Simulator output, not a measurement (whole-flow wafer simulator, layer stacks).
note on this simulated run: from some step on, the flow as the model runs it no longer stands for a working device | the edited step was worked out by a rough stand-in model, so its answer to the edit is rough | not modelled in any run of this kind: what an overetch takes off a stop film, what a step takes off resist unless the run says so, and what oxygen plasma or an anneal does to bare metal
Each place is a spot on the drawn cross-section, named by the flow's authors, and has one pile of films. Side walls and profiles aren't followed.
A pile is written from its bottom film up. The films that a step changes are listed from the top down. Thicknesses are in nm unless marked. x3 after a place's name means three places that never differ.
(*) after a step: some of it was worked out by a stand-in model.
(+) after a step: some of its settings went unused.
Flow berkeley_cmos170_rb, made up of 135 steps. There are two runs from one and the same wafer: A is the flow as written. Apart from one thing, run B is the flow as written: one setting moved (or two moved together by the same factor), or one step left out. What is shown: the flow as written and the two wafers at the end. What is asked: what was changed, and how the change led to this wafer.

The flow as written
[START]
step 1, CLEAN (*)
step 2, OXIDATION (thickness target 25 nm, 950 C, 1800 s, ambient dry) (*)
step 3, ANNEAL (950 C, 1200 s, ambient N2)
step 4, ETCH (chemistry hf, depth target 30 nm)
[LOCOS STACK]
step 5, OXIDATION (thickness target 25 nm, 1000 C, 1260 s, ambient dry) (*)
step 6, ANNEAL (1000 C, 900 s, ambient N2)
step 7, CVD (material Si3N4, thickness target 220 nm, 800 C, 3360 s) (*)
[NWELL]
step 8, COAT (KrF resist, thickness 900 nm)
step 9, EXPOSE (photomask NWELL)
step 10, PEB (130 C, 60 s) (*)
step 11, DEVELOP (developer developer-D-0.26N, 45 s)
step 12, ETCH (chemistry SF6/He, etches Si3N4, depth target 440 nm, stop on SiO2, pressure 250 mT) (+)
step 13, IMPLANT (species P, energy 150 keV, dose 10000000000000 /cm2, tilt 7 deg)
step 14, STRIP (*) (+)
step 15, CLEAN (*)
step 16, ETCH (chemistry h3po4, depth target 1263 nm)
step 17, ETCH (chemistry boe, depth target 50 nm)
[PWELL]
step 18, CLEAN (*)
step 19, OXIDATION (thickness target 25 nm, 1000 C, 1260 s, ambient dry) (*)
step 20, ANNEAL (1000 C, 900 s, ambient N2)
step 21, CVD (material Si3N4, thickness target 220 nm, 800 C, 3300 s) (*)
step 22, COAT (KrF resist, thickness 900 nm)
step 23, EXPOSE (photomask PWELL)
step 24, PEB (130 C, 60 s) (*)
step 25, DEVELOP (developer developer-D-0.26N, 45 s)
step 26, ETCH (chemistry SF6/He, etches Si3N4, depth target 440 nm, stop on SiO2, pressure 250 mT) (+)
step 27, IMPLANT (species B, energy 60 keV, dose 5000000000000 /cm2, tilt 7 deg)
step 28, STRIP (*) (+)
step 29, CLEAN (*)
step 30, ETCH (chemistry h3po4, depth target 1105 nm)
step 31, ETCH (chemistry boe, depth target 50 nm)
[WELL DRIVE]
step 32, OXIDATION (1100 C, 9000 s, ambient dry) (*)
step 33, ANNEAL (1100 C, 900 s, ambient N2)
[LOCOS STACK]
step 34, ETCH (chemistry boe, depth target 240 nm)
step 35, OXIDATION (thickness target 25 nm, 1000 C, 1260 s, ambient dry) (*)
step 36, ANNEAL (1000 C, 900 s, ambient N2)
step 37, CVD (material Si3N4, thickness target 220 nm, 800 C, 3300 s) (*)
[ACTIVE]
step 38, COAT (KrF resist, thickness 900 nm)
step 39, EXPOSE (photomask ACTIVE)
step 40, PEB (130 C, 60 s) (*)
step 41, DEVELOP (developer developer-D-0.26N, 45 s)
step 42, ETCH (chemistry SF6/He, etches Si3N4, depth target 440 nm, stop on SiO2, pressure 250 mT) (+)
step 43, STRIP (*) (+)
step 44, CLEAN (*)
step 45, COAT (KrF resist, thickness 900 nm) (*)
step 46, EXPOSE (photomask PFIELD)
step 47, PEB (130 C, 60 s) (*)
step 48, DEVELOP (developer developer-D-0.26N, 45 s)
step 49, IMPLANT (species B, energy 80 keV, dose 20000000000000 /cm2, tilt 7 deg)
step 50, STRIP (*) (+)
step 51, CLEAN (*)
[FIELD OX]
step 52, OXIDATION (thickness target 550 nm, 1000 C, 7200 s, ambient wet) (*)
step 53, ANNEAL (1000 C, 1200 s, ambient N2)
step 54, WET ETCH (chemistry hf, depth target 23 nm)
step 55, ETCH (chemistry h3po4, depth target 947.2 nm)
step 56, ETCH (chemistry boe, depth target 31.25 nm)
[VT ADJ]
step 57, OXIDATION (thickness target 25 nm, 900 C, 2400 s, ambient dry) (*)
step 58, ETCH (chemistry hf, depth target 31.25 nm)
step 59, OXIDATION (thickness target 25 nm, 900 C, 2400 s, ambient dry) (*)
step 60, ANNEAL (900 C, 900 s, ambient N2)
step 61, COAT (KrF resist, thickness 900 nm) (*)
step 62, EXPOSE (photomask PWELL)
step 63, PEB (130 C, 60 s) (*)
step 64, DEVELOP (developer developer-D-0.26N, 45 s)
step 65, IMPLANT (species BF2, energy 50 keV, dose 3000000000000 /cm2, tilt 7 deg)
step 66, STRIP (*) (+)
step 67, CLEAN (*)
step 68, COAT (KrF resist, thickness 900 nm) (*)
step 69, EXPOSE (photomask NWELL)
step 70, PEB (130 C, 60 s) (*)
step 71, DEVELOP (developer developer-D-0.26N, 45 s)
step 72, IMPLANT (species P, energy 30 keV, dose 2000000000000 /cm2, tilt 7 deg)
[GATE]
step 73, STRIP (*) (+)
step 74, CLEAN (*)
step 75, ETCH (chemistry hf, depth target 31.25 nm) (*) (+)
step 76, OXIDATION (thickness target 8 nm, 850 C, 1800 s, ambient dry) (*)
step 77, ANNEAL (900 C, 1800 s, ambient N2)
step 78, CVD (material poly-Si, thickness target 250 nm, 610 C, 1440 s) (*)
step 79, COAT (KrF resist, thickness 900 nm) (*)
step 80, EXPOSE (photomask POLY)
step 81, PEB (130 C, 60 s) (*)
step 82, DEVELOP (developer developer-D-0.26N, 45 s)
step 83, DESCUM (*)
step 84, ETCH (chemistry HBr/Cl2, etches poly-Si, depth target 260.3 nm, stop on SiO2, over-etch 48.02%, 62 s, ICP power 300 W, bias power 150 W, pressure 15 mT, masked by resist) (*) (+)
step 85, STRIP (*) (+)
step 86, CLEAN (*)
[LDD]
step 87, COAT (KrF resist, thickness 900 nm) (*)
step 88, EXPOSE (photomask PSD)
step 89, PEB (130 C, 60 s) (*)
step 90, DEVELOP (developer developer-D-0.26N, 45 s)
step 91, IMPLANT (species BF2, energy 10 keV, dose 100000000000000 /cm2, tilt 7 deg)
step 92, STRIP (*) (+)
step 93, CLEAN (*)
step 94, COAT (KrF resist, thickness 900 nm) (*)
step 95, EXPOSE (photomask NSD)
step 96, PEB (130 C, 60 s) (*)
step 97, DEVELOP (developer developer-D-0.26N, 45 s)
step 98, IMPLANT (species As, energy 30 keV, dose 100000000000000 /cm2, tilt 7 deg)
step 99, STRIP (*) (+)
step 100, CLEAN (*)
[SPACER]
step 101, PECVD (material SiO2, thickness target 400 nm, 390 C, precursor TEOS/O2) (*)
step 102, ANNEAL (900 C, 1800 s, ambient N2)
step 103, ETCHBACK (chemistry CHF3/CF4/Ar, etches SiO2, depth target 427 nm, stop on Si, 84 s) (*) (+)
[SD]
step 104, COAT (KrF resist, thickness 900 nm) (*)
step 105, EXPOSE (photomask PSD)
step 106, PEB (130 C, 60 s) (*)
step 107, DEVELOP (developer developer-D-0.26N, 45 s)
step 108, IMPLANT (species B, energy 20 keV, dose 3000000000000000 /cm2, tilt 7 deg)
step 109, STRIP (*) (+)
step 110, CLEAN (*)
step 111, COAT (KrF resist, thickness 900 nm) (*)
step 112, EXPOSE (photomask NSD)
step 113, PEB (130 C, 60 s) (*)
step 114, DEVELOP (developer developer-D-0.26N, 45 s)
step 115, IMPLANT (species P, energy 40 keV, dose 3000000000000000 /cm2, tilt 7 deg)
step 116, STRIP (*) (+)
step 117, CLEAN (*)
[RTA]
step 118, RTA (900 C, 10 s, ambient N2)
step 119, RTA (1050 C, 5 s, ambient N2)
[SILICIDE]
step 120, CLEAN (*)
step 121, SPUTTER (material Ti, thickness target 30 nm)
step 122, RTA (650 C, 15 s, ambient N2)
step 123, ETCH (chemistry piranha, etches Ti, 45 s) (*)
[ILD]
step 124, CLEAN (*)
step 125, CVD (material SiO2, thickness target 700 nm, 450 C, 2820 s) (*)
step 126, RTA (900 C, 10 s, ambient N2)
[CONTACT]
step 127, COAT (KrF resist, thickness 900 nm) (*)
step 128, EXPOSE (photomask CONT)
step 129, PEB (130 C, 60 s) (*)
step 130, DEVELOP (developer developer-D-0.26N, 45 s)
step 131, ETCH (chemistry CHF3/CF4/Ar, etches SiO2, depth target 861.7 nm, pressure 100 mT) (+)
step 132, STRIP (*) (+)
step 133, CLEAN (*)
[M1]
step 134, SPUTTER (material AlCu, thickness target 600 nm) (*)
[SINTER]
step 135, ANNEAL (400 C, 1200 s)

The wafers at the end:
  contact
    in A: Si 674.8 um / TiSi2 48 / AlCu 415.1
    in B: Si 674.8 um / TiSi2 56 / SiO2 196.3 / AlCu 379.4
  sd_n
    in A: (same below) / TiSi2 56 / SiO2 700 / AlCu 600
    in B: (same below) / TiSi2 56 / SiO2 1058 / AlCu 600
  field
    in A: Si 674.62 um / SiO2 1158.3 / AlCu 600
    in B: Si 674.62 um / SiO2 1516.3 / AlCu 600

What caused this: step 125, CVD: thickness target 1058 nm was run, while the flow as written has thickness target 700 nm; step 125, CVD: 4264 s was run, where the flow has 2820 s.
The wafer lets one read it off: sd_n has SiO2 1058, and step 125 as written asks for 700 nm.

The path from the change to this, step by step:
  step 125, CVD (material SiO2, thickness target 700 nm, 450 C, 2820 s) (*)
      sd_n, gate, gate_p, contact, m1: A SiO2 gains 700 (new film) | B SiO2 gains 1058 (new film)
      field, spacer_n, spacer_p: A SiO2 gains 700 | B SiO2 gains 1058
      (also at 1 further place)
  step 131, ETCH (chemistry CHF3/CF4/Ar, etches SiO2, depth target 861.7 nm, pressure 100 mT) (+)
      contact: A SiO2 loses 700 (all of it), TiSi2 loses 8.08 | B SiO2 loses 861.7
  step 134, SPUTTER (material AlCu, thickness target 600 nm) (*)
      contact: A AlCu gains 415.1 (new film) | B AlCu gains 379.4 (new film)
